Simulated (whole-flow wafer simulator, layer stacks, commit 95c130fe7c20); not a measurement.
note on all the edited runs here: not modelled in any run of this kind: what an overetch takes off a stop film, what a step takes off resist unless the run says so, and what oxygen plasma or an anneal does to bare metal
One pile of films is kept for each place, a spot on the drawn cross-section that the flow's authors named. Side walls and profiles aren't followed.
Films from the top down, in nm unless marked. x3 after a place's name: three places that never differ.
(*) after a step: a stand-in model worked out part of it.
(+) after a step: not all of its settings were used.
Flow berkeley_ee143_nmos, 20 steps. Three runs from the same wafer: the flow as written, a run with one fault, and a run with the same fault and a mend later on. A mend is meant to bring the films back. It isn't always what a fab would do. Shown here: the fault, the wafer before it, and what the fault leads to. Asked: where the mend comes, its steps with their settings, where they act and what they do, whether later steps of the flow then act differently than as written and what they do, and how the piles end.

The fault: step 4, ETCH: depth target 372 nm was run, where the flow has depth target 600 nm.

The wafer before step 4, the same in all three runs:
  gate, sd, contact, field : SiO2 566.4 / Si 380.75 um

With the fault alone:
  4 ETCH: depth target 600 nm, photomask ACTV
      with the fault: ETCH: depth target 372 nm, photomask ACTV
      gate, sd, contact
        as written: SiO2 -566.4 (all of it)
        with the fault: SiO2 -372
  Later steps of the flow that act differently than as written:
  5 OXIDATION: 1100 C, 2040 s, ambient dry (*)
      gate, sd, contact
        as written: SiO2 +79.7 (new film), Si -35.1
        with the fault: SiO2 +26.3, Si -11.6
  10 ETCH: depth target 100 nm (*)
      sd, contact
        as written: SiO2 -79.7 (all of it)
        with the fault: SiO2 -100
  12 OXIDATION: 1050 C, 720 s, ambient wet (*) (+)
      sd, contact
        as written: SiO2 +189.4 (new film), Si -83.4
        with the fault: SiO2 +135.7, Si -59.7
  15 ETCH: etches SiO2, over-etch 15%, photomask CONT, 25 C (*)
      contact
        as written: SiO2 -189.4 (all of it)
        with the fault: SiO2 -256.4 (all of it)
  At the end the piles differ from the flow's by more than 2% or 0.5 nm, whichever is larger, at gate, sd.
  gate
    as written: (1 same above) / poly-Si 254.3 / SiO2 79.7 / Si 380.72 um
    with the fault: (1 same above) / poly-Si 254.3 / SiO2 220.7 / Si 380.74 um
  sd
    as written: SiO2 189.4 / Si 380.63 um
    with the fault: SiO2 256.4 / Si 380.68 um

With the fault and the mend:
  The mend comes after step 4.
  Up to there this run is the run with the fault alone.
  4a ETCH: depth target 228 nm, photomask ACTV (the flow's step 4 once more, with other settings)
      gate, sd, contact
        SiO2 -194.4 (all of it)
  No later step of the flow acts differently than as written at any place that is followed.
  At the end the piles are the same as the flow's at every place that both follow.
